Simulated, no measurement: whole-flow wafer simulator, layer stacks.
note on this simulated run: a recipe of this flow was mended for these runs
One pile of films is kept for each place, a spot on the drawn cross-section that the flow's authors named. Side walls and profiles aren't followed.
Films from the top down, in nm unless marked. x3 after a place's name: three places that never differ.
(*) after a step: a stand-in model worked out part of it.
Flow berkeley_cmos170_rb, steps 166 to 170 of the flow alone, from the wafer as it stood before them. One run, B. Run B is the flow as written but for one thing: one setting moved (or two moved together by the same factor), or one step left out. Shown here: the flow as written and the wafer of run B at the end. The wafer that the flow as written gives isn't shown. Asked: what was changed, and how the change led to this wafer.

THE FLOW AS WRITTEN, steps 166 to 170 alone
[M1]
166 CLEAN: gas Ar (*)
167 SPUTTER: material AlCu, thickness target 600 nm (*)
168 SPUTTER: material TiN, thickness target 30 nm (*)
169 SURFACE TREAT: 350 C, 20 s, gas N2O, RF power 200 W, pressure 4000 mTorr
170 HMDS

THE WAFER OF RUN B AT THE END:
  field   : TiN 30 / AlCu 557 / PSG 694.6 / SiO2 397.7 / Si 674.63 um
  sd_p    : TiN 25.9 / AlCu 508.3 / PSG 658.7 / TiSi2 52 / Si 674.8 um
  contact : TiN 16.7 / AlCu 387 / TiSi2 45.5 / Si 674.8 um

The cause: step 167, SPUTTER: thickness target 557 nm was run, where the flow has thickness target 600 nm.
It can be read off the wafer: field has AlCu 557, and step 167 as written asks for 600 nm.

How the change led to this, step by step:
  167 SPUTTER: material AlCu, thickness target 600 nm (*)
      field, sd_n, spacer_n, gate, spacer_p, gate_p, m1: AlCu +557 (new film) (as written it would be: AlCu +600 (new film))
      sd_p: AlCu +508.3 (new film) (as written it would be: AlCu +549.6 (new film))
      (and at 1 more place)
